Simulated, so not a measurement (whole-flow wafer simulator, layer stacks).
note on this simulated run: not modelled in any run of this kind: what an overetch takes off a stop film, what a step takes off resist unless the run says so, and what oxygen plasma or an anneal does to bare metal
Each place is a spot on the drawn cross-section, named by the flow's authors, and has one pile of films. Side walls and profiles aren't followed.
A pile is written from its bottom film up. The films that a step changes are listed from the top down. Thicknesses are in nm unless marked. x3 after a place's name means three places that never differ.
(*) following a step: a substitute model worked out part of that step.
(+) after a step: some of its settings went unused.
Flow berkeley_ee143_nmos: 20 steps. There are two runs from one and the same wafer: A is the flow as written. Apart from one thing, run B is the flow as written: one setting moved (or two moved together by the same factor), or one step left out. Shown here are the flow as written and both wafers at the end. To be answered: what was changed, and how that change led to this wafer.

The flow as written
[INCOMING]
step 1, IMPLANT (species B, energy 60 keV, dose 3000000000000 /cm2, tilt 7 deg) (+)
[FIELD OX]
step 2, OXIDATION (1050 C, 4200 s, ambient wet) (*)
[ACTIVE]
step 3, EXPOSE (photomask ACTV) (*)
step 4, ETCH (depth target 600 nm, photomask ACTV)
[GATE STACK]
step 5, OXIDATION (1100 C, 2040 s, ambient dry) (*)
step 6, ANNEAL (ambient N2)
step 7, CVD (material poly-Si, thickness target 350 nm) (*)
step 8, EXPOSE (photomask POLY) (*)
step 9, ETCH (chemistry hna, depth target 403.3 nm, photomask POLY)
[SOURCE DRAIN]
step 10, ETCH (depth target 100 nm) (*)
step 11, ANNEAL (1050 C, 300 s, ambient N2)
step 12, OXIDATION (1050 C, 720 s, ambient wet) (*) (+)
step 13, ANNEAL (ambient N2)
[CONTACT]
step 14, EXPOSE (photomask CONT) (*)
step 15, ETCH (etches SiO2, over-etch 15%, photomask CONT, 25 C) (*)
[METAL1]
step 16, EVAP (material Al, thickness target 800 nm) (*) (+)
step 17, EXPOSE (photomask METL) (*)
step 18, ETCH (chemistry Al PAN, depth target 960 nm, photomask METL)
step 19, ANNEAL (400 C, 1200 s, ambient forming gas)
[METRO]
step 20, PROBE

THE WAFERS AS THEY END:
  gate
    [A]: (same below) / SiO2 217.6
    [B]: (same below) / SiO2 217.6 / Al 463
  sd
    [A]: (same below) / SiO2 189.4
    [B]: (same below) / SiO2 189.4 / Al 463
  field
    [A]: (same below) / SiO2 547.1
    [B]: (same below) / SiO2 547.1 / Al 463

What caused this: step 18, ETCH: depth target 337 nm was run, though the flow has depth target 960 nm.

How this came from the change, step by step:
  step 18, ETCH (chemistry Al PAN, depth target 960 nm, photomask METL)
      gate, sd, field: A Al loses 800 (all of it) | B Al loses 337
If metal films that touch count as one body, gate has 1 body; the flow as written gives 0 bodies.
If metal films that touch count as one body, sd has 1 body; the flow as written gives 0 bodies.
If metal films that touch count as one body, field has 1 body; the flow as written gives 0 bodies.
